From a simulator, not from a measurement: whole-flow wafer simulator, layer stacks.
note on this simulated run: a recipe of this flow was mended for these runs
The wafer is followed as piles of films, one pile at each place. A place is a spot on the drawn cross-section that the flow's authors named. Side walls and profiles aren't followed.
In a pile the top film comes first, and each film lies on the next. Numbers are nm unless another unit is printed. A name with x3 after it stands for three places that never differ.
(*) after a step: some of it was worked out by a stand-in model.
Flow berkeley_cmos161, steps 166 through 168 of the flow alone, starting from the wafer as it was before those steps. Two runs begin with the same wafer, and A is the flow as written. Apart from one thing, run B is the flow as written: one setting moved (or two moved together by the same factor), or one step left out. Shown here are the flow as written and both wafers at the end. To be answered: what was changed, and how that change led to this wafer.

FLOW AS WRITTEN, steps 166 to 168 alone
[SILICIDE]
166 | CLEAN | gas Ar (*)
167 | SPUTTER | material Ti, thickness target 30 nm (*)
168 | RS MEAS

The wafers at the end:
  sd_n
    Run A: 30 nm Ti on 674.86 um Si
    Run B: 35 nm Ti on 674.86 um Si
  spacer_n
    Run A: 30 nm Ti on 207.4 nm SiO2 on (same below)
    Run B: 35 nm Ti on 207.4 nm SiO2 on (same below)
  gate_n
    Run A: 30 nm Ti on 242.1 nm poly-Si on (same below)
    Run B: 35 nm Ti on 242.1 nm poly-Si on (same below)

Cause: step 167, SPUTTER: thickness target 35 nm was run, while the flow as written has thickness target 30 nm.
The wafer itself shows it: sd_n has Ti 35, and step 167 as written asks for 30 nm.

How this came from the change, step by step:
  167 | SPUTTER | material Ti, thickness target 30 nm (*)
      field, sd_n, spacer_n, gate_n, sd_p, spacer_p, gate_p, contact x2: A Ti gains 30 (new film) | B Ti gains 35 (new film)
